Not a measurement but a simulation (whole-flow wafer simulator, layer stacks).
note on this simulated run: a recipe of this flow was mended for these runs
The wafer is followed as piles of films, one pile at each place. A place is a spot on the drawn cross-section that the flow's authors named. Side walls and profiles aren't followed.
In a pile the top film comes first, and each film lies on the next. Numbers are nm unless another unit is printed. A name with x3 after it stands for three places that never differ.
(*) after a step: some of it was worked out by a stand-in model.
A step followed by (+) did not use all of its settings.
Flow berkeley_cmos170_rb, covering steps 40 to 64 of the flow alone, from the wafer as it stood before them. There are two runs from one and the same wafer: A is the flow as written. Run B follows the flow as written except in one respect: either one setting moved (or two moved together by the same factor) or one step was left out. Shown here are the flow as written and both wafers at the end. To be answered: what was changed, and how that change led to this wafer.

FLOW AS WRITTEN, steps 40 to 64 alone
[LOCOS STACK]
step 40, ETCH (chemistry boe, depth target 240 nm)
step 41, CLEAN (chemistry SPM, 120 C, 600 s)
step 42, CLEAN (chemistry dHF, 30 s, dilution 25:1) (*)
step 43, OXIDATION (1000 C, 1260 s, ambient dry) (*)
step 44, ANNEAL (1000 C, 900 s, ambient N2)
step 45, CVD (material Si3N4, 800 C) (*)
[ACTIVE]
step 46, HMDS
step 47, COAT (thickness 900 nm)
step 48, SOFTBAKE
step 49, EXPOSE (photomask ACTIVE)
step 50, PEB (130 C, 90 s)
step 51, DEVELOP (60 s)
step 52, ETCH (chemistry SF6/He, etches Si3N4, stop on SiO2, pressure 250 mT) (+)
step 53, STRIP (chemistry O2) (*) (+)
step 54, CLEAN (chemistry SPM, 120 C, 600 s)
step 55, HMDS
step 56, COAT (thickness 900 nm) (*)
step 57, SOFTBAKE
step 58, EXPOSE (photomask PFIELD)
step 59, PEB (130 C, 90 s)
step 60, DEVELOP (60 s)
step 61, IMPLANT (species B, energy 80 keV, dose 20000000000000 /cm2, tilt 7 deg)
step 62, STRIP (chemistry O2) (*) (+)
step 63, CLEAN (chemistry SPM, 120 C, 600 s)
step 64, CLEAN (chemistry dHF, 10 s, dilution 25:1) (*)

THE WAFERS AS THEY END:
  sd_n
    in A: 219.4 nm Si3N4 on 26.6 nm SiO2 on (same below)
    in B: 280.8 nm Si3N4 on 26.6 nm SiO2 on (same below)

What caused this: step 45, CVD: 820 C was run, whereas the flow has 800 C.

Step by step, how the change led to this:
  step 45, CVD (material Si3N4, 800 C) (*)
      field, sd_n, spacer_n and 6 more: A Si3N4 gains 220 (new film) | B Si3N4 gains 281.3 (new film)
  step 52, ETCH (chemistry SF6/He, etches Si3N4, stop on SiO2, pressure 250 mT) (+)
      sd_n, spacer_n, gate, sd_p, spacer_p, gate_p, contact, m1: A KrF-resist loses 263 | B KrF-resist loses 329.7
      field: A Si3N4 loses 220 (all of it), SiO2 loses 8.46 | B Si3N4 loses 281.3 (all of it), SiO2 loses 8.46
  step 53, STRIP (chemistry O2) (*) (+)
      sd_n, spacer_n, gate, sd_p, spacer_p, gate_p, contact, m1: A KrF-resist loses 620 (all of it) | B KrF-resist loses 553.4 (all of it)
  step 56, COAT (thickness 900 nm) (*)
      sd_n: A KrF-resist gains 782.7 (new film) | B KrF-resist gains 751.7 (new film)
      spacer_n: A KrF-resist gains 816.2 (new film) | B KrF-resist gains 795 (new film)
      (as well as at 6 more places)
  step 62, STRIP (chemistry O2) (*) (+)
      sd_n: A KrF-resist loses 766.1 (all of it) | B KrF-resist loses 735.1 (all of it)
      spacer_n: A KrF-resist loses 799.5 (all of it) | B KrF-resist loses 778.4 (all of it)
      (as well as at 6 more places)
